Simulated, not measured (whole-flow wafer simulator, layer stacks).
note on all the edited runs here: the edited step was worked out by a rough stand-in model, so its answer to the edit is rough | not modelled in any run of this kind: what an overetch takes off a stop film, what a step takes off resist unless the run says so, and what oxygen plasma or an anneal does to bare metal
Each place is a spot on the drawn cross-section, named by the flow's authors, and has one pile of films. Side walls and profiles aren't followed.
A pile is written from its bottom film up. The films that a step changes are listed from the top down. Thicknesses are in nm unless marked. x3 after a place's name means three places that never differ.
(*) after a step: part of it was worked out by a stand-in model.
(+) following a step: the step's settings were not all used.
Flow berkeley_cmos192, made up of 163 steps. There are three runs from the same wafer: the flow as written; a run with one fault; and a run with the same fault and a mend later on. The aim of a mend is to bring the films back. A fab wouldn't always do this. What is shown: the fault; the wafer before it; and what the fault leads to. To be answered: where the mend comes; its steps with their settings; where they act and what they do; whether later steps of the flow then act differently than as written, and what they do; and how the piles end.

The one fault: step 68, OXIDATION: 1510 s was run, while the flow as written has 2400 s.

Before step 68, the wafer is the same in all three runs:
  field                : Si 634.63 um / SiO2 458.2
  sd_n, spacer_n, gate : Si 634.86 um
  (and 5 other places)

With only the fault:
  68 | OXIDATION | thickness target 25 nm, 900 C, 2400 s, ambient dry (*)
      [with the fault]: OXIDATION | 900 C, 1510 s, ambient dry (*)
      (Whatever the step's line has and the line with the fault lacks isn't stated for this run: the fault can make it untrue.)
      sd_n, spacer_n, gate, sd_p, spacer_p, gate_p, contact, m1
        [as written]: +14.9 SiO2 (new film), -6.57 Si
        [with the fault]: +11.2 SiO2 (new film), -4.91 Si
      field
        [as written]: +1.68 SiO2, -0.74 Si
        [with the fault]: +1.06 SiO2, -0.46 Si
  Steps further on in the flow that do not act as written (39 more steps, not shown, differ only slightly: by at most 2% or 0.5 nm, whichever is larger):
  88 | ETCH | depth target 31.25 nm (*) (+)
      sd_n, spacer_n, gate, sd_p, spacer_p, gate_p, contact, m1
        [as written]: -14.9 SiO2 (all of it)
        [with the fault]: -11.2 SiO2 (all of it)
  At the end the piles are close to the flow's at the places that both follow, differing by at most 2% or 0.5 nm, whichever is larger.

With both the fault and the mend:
  After step 75 comes the mend.
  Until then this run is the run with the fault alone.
  75a | STRIP | 150 s (*) (+)
      sd_p
        -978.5 KrF resist (all of it)
      spacer_p
        -959.9 KrF resist (all of it)
      gate_p
        -959 KrF resist (all of it)
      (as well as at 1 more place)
  75b | CLEAN | chemistry SPM
      does not change any film at any place that is followed
  75c | OXIDATION | 900 C, 874 s, ambient dry (*) (the flow's step 68 again, with other settings)
      sd_n, spacer_n, gate, sd_p, spacer_p, gate_p, contact, m1
        +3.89 SiO2, -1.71 Si
      field
        +0.61 SiO2, -0.27 Si
  75d | HMDS (the flow's step 70 again)
      does not change any film at any place that is followed
  75e | COAT | KrF resist, thickness 900 nm (*) (the flow's step 71 again)
      field
        +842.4 KrF resist (new film)
      sd_n
        +1013.2 KrF resist (new film)
      spacer_n
        +978.6 KrF resist (new film)
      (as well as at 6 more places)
  75f | SOFTBAKE | KrF resist (the flow's step 72 again)
      does not change any film at any place that is followed
  75g | EXPOSE | photomask PWELL, dose 30 mJ/cm2, NA 0.5, wavelength 248 nm (*) (the flow's step 73 again)
      does not change any film at any place that is followed
  75h | PEB | KrF resist, 130 C, 60 s (the flow's step 74 again)
      sd_n, m1
        -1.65 KrF resist
      spacer_n, gate
        -1.58 KrF resist
      spacer_p, gate_p
        -1.57 KrF resist
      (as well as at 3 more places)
  75i | DEVELOP | KrF resist, thickness 900 nm, developer developer-D-0.26N, 45 s (the flow's step 75 again)
      sd_p, spacer_p, gate_p, m1
        -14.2 KrF resist
      spacer_n, gate
        -977 KrF resist (all of it)
      field
        -841.1 KrF resist (all of it)
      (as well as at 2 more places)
  Later steps of the flow that are run all act as written at every place that is followed, up to a difference of at most 2% or 0.5 nm, whichever is larger.
  The piles end the same as the flow's at every place that both follow.
